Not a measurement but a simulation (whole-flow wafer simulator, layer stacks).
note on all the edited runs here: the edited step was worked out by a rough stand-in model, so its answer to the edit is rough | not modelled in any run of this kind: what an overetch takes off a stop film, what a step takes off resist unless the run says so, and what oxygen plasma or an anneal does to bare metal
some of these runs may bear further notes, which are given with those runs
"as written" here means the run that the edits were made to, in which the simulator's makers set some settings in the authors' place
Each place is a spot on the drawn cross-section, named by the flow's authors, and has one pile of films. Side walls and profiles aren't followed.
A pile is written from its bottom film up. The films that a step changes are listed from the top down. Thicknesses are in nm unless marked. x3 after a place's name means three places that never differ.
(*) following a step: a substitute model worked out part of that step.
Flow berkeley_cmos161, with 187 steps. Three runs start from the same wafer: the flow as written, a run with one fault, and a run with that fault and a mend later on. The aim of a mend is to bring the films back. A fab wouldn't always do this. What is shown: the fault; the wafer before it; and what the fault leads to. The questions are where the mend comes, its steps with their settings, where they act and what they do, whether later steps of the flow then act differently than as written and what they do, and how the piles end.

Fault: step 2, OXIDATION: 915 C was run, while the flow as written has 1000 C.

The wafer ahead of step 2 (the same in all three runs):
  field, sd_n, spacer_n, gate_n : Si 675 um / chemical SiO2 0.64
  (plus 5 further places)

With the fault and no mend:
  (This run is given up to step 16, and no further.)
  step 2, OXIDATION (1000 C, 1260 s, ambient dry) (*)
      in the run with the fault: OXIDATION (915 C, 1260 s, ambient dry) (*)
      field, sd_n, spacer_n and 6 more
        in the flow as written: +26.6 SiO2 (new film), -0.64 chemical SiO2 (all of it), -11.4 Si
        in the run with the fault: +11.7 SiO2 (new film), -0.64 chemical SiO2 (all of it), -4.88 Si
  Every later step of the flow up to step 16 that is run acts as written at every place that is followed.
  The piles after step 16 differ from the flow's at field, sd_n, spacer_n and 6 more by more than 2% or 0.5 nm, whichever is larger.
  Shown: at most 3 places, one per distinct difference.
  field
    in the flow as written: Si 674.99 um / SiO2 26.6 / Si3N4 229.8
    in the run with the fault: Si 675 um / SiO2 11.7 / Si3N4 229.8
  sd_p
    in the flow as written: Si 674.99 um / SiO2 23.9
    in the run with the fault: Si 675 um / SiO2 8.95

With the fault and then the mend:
  The mend stands after step 3.
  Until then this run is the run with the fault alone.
  step 3a, OXIDATION (1000 C, 851 s, ambient dry) (*) (the flow's step 2, run once more with other settings)
      field, sd_n, spacer_n and 6 more
        +14.9 SiO2, -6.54 Si
  Every later step of the flow that is run acts as written, at every place that is followed, to within 2% or 0.5 nm, whichever is larger.
  The piles end the same as the flow's at every place that both follow.
